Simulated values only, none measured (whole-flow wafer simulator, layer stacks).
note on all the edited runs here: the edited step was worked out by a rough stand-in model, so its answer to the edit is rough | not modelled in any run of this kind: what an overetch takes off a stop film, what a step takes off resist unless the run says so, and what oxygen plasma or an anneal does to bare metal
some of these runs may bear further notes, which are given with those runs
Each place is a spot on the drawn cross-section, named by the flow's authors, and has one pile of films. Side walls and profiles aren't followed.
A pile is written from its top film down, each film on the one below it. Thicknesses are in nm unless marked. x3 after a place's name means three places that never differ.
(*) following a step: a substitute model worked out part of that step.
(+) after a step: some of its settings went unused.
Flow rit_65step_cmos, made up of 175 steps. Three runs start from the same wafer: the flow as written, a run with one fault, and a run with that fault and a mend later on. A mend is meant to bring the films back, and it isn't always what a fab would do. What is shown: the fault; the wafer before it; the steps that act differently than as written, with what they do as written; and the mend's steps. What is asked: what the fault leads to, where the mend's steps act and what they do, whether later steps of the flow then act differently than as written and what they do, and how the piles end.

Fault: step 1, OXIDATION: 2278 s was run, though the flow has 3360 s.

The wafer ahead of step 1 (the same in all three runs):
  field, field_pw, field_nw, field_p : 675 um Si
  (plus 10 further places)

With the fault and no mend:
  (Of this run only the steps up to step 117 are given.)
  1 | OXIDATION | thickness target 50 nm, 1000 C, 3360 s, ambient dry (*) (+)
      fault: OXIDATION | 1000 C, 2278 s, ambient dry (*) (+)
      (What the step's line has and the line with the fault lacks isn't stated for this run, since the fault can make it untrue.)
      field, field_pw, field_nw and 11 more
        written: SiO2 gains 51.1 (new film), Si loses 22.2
        fault: SiO2 gains 41.4 (new film), Si loses 17.9
  Steps further on in the flow that do not act as written (35 other steps are not shown; they differ only slightly, by no more than 2% or 0.5 nm, whichever is larger):
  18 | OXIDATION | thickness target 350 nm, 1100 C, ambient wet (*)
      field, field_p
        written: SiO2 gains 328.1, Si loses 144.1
        fault: SiO2 gains 335.3, Si loses 147.2
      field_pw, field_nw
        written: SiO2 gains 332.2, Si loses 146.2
        fault: SiO2 gains 339.5, Si loses 149.4
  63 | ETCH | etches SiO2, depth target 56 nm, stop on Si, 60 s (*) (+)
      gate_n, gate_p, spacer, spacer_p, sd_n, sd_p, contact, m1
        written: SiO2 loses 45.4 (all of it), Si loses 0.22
        fault: SiO2 loses 35.8 (all of it), Si loses 0.41
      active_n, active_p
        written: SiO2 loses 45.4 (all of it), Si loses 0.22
        fault: SiO2 loses 35.7 (all of it), Si loses 0.42
  After step 117 the piles are close to the flow's at the places that both follow, differing by at most 2% or 0.5 nm, whichever is larger.

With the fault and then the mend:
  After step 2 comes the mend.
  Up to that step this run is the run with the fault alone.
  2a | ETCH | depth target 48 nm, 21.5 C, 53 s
      field, field_pw, field_nw and 11 more
        SiO2 loses 41.4 (all of it)
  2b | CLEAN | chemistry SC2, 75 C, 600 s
      field, field_pw, field_nw and 11 more
        chemical SiO2 gains 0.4 (new film), Si loses 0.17
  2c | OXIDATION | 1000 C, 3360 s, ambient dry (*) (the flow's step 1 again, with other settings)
      field, field_pw, field_nw and 11 more
        SiO2 gains 51 (new film), chemical SiO2 loses 0.4 (all of it), Si loses 22.3
  Steps further on in the flow that do not act as written (18 other steps are not shown; they differ only slightly, by no more than 2% or 0.5 nm, whichever is larger):
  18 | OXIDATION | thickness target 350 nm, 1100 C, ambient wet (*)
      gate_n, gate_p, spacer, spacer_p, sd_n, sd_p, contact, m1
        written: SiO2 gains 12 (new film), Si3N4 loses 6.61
        mend: SiO2 gains 12 (new film), Si3N4 loses 6.61, SiO2 gains 0.03
  At the end the piles are close to the flow's at the places that both follow, differing by at most 2% or 0.5 nm, whichever is larger.
